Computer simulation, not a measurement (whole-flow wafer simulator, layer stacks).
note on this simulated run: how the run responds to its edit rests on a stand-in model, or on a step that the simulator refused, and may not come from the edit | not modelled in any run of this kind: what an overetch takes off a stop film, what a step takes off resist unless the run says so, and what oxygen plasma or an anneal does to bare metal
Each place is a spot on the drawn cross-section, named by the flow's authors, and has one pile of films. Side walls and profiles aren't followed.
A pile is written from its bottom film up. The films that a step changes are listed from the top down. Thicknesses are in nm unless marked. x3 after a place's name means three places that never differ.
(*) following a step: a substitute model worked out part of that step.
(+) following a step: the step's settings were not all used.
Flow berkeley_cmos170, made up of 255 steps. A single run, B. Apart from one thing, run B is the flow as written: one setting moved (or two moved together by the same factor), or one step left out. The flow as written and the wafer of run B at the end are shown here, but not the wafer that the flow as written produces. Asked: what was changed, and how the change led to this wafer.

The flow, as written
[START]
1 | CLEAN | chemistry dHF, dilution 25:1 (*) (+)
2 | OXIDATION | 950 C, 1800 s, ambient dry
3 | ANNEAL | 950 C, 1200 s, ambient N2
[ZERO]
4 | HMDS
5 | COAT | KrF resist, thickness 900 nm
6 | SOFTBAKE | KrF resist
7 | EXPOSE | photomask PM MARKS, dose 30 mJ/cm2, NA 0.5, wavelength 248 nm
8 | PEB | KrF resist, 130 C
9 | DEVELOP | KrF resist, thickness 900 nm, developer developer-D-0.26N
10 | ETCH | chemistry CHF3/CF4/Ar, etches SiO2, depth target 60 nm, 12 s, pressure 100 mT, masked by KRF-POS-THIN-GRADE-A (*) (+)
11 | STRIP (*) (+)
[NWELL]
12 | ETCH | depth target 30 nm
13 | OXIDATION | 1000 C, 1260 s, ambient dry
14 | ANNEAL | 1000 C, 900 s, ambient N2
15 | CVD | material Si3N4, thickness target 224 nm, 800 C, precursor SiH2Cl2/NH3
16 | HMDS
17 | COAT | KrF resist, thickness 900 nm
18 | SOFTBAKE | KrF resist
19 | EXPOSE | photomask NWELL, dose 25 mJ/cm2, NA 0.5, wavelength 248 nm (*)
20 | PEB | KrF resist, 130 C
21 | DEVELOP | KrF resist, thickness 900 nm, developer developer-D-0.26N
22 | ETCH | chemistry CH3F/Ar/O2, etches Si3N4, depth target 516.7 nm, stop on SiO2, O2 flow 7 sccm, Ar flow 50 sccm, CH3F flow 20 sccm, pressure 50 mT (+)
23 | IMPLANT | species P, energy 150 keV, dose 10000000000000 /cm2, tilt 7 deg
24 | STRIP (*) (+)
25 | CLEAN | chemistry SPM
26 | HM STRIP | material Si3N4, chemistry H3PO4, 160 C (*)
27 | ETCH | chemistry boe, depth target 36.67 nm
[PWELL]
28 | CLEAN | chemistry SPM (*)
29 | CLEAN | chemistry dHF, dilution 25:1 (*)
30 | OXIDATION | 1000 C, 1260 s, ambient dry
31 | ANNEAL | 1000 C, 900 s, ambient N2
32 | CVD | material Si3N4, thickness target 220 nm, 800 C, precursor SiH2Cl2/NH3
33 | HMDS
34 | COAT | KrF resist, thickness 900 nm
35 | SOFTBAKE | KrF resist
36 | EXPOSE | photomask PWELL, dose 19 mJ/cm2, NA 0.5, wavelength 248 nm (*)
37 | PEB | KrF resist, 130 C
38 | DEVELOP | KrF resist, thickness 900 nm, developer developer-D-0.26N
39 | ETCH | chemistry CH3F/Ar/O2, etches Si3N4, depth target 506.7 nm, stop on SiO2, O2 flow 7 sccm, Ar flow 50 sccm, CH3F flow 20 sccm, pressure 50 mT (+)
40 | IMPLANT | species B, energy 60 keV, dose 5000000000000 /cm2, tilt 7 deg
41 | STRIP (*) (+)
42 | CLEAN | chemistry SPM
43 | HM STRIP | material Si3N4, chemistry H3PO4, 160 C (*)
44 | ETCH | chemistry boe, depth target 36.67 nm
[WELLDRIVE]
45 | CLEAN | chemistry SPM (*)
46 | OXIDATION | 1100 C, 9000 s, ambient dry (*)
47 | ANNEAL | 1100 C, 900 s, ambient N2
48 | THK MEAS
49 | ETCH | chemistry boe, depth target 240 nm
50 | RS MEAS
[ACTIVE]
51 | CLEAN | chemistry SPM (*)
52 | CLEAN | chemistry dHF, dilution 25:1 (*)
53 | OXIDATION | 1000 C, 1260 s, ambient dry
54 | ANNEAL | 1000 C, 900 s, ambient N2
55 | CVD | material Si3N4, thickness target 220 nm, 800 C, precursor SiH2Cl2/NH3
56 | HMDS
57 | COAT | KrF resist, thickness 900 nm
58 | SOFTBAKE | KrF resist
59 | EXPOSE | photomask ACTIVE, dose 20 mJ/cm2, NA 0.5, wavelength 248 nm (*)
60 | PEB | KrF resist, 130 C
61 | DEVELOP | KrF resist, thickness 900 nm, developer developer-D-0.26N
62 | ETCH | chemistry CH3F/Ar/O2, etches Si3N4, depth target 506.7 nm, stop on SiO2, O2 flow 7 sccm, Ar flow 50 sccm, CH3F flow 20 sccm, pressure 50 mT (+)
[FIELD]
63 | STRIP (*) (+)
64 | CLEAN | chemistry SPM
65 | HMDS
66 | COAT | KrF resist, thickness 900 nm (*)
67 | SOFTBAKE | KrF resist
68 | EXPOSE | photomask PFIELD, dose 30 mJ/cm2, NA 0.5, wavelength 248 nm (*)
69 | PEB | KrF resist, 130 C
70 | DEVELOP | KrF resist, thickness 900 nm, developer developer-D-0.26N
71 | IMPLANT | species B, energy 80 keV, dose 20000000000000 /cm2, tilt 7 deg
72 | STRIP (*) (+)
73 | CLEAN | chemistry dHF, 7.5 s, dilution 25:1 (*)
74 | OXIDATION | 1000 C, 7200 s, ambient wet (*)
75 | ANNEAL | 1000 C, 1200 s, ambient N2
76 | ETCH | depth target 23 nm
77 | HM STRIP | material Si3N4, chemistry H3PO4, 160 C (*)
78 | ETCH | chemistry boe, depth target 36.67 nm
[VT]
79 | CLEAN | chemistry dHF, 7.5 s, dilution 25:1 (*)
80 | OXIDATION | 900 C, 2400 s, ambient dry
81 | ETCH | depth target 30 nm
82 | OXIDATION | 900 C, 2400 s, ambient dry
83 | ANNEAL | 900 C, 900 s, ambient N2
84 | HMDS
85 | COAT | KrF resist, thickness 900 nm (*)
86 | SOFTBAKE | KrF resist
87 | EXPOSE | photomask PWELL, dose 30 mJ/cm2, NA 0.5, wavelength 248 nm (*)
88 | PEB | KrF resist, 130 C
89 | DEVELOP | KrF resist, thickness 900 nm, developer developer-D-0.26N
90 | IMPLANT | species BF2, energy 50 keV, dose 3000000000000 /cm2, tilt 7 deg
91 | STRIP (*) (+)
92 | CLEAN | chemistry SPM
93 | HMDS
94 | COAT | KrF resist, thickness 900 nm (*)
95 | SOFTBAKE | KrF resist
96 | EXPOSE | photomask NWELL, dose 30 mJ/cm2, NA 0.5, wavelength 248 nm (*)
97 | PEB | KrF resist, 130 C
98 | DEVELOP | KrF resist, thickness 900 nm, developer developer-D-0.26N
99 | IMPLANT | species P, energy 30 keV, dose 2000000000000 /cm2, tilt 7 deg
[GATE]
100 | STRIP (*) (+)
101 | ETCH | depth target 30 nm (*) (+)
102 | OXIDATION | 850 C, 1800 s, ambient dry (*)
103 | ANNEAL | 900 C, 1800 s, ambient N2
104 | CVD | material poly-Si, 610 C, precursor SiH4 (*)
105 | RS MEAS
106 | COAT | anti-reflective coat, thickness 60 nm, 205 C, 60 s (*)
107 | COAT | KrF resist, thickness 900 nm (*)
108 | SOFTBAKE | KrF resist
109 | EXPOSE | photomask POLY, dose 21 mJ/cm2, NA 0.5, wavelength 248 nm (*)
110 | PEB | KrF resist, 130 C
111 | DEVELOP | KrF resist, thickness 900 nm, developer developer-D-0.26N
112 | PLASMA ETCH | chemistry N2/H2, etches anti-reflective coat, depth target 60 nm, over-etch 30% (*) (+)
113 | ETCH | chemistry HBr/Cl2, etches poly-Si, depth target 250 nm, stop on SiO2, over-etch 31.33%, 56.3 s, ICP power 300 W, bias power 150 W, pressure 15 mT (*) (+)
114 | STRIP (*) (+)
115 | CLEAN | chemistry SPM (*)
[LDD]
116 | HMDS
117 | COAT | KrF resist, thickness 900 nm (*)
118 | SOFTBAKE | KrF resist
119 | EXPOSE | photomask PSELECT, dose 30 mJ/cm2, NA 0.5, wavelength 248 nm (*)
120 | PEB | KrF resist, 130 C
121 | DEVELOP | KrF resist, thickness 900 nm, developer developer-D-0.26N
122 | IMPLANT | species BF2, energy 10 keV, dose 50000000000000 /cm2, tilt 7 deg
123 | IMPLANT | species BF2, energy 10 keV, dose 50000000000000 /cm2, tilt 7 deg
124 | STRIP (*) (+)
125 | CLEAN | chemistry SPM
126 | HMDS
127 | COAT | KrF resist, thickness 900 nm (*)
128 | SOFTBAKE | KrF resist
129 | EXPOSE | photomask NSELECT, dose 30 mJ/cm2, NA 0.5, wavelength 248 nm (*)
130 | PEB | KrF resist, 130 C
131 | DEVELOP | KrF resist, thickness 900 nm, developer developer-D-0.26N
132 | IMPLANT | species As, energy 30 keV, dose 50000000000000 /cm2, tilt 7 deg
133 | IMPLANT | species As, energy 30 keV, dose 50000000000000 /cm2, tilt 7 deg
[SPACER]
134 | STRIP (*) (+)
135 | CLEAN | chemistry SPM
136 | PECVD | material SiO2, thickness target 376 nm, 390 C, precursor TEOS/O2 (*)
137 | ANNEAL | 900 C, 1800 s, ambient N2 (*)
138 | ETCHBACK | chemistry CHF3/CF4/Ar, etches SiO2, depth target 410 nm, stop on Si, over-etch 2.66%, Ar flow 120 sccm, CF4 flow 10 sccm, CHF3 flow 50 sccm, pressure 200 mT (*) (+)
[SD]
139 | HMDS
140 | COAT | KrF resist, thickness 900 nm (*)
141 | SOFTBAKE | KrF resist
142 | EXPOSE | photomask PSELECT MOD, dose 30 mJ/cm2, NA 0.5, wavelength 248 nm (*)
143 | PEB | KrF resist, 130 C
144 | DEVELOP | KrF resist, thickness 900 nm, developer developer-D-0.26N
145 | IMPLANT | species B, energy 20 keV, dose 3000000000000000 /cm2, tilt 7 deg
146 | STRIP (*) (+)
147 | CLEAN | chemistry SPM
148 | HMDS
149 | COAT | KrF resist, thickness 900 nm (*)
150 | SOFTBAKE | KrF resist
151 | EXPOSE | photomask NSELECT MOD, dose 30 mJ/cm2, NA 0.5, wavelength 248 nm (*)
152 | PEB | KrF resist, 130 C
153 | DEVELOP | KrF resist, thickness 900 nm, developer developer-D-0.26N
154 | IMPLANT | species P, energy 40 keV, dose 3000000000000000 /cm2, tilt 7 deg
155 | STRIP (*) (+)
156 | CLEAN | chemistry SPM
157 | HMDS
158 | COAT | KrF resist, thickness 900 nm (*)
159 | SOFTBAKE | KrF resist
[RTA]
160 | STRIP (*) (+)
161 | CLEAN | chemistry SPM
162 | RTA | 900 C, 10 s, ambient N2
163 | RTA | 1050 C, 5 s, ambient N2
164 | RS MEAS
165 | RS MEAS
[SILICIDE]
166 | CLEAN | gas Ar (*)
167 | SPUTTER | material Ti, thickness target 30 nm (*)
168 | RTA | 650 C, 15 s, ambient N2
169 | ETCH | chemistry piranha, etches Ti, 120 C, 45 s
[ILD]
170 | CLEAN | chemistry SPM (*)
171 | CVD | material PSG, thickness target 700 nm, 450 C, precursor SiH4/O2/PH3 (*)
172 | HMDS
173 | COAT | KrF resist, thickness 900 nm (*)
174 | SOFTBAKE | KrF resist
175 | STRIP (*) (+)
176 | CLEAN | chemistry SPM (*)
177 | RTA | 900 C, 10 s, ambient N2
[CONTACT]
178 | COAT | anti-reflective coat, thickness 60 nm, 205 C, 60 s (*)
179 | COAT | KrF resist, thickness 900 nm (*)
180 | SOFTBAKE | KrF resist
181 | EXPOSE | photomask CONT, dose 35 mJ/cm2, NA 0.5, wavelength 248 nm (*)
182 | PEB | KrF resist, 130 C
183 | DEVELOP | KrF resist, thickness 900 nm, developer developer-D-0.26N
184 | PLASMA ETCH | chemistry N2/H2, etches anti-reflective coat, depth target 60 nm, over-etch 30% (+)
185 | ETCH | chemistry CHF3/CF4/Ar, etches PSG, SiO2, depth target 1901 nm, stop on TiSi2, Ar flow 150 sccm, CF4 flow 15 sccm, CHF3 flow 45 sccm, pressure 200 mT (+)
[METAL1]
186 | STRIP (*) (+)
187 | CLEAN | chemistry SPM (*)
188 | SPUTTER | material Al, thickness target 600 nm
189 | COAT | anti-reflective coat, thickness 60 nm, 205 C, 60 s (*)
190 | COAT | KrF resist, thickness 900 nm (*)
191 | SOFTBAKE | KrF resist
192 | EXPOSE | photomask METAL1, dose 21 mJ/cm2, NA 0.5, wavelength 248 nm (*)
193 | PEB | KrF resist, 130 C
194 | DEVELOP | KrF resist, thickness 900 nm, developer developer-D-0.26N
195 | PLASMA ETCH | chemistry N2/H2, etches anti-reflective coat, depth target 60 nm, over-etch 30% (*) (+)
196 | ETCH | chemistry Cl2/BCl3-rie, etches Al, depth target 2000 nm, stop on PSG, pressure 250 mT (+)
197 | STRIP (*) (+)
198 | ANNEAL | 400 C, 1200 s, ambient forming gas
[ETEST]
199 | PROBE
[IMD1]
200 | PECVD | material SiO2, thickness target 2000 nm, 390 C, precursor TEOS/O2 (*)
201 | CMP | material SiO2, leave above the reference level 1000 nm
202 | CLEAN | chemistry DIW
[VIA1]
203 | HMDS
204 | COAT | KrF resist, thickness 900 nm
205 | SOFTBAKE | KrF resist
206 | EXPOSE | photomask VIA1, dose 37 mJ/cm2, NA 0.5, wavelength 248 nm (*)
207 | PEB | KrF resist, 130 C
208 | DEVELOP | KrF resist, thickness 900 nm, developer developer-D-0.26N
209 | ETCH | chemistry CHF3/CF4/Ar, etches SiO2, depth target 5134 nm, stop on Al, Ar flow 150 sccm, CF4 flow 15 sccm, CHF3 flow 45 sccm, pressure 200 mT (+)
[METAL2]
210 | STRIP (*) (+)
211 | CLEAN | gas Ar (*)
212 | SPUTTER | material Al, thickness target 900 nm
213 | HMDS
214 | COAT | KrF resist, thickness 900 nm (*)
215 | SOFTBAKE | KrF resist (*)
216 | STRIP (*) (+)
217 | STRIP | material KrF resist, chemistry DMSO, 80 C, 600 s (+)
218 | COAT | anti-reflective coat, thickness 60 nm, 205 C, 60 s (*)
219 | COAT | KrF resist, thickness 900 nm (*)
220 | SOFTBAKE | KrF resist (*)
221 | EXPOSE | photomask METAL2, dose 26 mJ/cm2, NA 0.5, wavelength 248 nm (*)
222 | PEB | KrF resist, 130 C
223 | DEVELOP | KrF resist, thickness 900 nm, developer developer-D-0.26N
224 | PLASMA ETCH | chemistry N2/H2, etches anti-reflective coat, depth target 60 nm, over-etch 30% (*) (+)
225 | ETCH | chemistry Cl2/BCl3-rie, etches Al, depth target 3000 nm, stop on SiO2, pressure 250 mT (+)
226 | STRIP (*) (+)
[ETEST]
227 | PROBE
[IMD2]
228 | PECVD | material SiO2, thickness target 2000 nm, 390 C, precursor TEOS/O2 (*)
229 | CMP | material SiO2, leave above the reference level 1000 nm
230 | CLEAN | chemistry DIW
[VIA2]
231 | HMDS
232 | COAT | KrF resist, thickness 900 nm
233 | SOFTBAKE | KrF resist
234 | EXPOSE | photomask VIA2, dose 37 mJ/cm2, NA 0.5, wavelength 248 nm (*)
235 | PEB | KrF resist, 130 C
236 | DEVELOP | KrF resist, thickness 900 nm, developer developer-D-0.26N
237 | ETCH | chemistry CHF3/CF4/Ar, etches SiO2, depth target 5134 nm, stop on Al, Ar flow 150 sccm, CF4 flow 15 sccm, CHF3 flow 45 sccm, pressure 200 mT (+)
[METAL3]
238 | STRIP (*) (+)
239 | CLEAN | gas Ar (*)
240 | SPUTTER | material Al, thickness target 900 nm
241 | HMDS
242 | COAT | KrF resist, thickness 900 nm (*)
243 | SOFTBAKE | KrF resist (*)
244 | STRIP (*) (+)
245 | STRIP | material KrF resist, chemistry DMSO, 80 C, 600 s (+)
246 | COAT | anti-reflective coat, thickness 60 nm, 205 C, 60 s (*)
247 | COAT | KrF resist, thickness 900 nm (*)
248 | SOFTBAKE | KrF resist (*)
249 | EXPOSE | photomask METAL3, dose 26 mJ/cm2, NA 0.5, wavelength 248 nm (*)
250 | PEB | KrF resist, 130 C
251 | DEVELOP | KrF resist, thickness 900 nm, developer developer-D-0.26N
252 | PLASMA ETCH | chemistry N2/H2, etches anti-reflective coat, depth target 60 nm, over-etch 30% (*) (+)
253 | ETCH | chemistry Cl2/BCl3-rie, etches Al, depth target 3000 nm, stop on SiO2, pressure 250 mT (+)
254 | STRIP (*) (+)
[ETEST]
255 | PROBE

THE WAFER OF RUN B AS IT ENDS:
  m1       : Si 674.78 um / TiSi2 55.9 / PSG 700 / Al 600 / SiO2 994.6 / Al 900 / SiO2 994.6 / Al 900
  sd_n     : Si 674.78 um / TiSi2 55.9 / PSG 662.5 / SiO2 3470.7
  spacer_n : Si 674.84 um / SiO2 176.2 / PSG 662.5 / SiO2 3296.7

Cause: step 2, OXIDATION: 1097 C was run, though the flow has 950 C.

Step by step, how the change led to this:
  2 | OXIDATION | 950 C, 1800 s, ambient dry
      field, sd_n, spacer_n and 9 more: +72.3 SiO2 (new film), -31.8 Si (it would be, as written: +20.4 SiO2 (new film), -8.98 Si)
  12 | ETCH | depth target 30 nm
      field, sd_n, spacer_n and 9 more: -30 SiO2 (it would be, as written: -20.4 SiO2 (all of it))
  13 | OXIDATION | 1000 C, 1260 s, ambient dry
      field, sd_n, spacer_n and 9 more: +11.9 SiO2, -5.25 Si (it would be, as written: +26.6 SiO2 (new film), -11.7 Si)
  27 | ETCH | chemistry boe, depth target 36.67 nm
      field, sd_n, spacer_n and 6 more: -36.7 SiO2 (it would be, as written: -24.5 SiO2 (all of it))
      sd_p, spacer_p, gate_p: -36.7 SiO2 (it would be, as written: -13.5 SiO2 (all of it))
  28 | CLEAN | chemistry SPM (*)
      field, sd_n, spacer_n and 9 more: nothing (it would be, as written: +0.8 chemical SiO2 (new film), -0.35 Si)
  29 | CLEAN | chemistry dHF, dilution 25:1 (*)
      field, sd_n, spacer_n and 6 more: -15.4 SiO2 (all of it) (it would be, as written: -0.8 chemical SiO2 (all of it))
      sd_p, spacer_p, gate_p: -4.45 SiO2 (all of it) (it would be, as written: -0.8 chemical SiO2 (all of it))
